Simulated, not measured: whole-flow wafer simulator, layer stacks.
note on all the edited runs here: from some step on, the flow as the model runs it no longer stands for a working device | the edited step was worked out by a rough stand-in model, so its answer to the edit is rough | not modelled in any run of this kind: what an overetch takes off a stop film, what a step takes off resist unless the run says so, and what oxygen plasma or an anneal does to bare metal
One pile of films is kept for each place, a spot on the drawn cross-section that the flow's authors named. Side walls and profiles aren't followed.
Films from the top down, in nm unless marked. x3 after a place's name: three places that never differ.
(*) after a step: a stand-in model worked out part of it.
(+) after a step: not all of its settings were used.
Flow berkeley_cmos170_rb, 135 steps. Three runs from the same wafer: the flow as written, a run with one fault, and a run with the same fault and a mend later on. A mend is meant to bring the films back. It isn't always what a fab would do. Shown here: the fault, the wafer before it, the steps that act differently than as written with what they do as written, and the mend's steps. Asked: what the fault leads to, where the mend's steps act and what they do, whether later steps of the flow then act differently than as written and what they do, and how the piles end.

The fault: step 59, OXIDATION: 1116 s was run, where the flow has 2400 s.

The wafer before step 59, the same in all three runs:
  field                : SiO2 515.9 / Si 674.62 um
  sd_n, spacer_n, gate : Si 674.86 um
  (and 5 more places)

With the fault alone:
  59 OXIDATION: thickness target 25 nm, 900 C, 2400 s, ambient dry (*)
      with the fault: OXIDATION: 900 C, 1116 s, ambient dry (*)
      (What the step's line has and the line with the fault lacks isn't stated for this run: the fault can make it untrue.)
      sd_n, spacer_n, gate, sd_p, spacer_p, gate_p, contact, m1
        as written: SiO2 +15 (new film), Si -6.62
        with the fault: SiO2 +9.3 (new film), Si -4.09
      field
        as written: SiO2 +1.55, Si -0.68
        with the fault: SiO2 +0.72, Si -0.32
  Later steps of the flow that act differently than as written (30 more steps differ only slightly, by at most 2% or 0.5 nm, whichever is larger, and aren't shown):
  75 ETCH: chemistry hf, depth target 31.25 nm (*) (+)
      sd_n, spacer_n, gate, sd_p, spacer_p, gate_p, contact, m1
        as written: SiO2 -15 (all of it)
        with the fault: SiO2 -9.3 (all of it)
  At the end the piles differ from the flow's only slightly at the places that both follow, by at most 2% or 0.5 nm, whichever is larger.

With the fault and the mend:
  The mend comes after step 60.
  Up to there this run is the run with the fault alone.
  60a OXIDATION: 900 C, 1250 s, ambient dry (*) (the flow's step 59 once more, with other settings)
      sd_n, spacer_n, gate, sd_p, spacer_p, gate_p, contact, m1
        SiO2 +5.8, Si -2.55
      field
        SiO2 +0.8, Si -0.35
  No later step of the flow acts differently than as written, at any place that is followed, by more than 2% or 0.5 nm, whichever is larger.
  At the end the piles differ from the flow's only slightly at the places that both follow, by at most 2% or 0.5 nm, whichever is larger.
